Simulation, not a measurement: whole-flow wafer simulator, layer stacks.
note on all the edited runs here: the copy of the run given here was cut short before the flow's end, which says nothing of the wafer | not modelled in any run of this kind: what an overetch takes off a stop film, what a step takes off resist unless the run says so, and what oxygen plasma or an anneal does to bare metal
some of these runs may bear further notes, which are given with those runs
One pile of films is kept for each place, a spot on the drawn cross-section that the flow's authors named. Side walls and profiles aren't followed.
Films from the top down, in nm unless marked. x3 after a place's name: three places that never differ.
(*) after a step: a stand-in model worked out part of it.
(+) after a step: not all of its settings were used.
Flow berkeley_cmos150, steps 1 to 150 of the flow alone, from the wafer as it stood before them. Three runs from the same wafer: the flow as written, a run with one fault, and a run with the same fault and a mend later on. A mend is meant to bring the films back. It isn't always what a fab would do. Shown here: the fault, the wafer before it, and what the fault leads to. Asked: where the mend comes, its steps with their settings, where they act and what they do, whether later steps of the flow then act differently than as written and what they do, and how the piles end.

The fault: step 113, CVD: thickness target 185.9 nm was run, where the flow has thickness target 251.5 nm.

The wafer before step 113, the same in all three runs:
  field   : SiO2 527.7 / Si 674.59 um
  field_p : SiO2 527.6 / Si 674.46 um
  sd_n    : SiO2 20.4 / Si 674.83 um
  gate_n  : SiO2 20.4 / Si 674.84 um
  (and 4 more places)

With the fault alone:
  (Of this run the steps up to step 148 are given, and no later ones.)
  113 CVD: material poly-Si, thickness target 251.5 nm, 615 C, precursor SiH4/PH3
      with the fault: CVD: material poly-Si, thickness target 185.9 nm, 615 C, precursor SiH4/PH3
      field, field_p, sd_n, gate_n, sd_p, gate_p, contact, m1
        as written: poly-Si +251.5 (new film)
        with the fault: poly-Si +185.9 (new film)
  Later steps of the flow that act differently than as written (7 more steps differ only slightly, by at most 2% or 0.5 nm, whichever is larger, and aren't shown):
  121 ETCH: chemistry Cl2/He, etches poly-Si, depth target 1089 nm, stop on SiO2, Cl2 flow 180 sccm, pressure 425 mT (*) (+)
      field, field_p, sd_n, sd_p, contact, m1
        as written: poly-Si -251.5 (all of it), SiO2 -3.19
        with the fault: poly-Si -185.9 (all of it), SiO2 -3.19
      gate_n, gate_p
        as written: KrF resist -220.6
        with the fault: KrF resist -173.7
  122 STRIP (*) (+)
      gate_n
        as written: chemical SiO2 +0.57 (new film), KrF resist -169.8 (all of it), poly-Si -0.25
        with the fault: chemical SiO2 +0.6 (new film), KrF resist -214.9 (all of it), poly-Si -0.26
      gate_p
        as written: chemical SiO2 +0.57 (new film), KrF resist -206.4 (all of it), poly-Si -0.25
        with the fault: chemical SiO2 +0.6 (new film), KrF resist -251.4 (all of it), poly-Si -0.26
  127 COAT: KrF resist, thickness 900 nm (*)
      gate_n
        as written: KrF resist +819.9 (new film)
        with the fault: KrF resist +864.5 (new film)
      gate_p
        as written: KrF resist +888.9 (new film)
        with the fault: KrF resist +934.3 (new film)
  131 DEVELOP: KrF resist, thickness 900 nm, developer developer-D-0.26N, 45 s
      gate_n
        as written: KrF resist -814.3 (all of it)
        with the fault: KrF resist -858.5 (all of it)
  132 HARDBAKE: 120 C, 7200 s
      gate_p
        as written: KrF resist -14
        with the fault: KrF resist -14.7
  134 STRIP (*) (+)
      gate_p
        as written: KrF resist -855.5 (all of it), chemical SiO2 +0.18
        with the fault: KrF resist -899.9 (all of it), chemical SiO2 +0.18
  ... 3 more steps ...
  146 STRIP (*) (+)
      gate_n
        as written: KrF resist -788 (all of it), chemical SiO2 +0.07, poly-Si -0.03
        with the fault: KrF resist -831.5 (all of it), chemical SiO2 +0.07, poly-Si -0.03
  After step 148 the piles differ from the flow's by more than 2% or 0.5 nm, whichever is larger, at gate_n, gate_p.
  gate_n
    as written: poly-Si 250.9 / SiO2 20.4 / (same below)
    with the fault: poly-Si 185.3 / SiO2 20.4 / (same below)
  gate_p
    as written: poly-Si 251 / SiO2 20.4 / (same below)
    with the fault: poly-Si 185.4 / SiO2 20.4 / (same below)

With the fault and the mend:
  The mend comes after step 113.
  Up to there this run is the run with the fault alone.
  113a ETCH: chemistry tmah, depth target 213.8 nm
      field, field_p, sd_n, gate_n, sd_p, gate_p, contact, m1
        poly-Si -185.9 (all of it)
  113b CLEAN: chemistry SPM, 600 s (*) (the flow's step 108 once more)
      changes no film at any place that is followed
  113c CVD: material poly-Si, thickness target 251.5 nm, 615 C, precursor SiH4/PH3 (the flow's step 113 once more)
      field, field_p, sd_n, gate_n, sd_p, gate_p, contact, m1
        poly-Si +251.5 (new film)
  No later step of the flow acts differently than as written at any place that is followed.
  At the end the piles are the same as the flow's at every place that both follow.
